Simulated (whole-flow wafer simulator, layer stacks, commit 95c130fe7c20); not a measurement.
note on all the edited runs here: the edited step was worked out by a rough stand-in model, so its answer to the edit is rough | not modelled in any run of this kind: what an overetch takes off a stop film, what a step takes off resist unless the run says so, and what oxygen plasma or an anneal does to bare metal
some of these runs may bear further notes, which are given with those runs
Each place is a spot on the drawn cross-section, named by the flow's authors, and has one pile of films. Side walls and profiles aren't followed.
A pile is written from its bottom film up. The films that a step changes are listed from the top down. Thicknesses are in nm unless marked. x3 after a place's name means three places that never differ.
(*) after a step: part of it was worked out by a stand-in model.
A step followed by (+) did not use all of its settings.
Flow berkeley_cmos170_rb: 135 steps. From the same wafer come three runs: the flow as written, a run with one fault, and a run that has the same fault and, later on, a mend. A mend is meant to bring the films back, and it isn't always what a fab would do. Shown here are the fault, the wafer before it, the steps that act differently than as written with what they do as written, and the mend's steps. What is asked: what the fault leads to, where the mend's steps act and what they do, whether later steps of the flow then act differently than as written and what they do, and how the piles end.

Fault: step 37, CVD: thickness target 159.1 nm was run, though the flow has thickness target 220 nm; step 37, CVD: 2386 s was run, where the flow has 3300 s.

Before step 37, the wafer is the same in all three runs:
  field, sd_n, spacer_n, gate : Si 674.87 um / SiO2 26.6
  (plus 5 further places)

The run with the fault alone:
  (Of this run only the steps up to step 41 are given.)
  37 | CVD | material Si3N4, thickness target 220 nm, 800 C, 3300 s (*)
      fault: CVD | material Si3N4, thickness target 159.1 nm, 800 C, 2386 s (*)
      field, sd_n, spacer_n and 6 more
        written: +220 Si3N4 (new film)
        fault: +159.1 Si3N4 (new film)
  Later steps of the flow up to step 41 that are run all act as written at every place that is followed.
  After step 41, at field, sd_n, spacer_n and 6 more, the piles differ from the flow's by more than 2% or 0.5 nm, whichever is larger.
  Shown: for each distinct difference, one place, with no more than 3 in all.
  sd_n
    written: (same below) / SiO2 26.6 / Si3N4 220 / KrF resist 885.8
    fault: (same below) / SiO2 26.6 / Si3N4 159.1 / KrF resist 885.8
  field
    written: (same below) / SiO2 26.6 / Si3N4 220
    fault: (same below) / SiO2 26.6 / Si3N4 159.1

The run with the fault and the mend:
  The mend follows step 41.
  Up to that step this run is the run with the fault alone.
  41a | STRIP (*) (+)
      sd_n, spacer_n, gate, sd_p, spacer_p, gate_p, contact, m1
        -885.8 KrF resist (all of it)
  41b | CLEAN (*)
      does not change any film at any place that is followed
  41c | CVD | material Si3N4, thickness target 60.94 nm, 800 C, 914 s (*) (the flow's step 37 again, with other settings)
      field, sd_n, spacer_n and 6 more
        +60.9 Si3N4
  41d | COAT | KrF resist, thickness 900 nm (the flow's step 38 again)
      field, sd_n, spacer_n and 6 more
        +900 KrF resist (new film)
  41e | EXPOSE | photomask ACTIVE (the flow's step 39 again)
      does not change any film at any place that is followed
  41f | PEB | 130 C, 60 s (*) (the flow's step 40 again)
      does not change any film at any place that is followed
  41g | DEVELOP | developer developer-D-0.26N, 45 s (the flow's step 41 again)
      sd_n, spacer_n, gate, sd_p, spacer_p, gate_p, contact, m1
        -14.2 KrF resist
      field
        -900 KrF resist (all of it)
  Later steps of the flow that are run all act as written at every place that is followed, up to a difference of at most 2% or 0.5 nm, whichever is larger.
  The piles end the same as the flow's at every place that both follow.
